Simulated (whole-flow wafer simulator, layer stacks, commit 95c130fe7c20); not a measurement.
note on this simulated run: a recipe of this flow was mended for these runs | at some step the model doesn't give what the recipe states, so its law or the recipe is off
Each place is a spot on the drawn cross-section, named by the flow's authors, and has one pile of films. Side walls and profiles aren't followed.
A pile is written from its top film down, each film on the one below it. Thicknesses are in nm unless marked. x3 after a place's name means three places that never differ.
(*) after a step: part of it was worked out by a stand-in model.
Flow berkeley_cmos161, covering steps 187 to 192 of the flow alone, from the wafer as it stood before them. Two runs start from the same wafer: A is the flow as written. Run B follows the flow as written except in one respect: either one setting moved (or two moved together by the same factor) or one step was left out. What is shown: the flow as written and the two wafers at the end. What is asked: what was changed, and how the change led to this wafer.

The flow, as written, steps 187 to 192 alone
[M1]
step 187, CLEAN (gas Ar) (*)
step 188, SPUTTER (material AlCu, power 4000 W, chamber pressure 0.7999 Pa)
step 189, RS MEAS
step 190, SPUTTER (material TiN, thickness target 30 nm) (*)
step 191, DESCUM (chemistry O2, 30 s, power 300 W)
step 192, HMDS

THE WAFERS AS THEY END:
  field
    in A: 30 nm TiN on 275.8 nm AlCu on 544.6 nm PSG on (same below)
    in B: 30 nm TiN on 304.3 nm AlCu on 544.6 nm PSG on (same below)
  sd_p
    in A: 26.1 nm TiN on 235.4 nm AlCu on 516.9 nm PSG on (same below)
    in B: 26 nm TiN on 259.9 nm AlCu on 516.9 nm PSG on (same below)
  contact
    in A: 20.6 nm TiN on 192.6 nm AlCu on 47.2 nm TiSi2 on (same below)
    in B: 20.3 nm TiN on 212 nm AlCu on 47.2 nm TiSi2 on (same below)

The reason: step 188, SPUTTER: power 4427 W was run, whereas the flow has power 4000 W.

The path from the change to this, step by step:
  step 188, SPUTTER (material AlCu, power 4000 W, chamber pressure 0.7999 Pa)
      field, sd_n, spacer_n, gate_n, spacer_p, gate_p, m1: A +275.8 AlCu (new film) | B +304.3 AlCu (new film)
      sd_p: A +235.4 AlCu (new film) | B +259.9 AlCu (new film)
      (as well as at 1 more place)
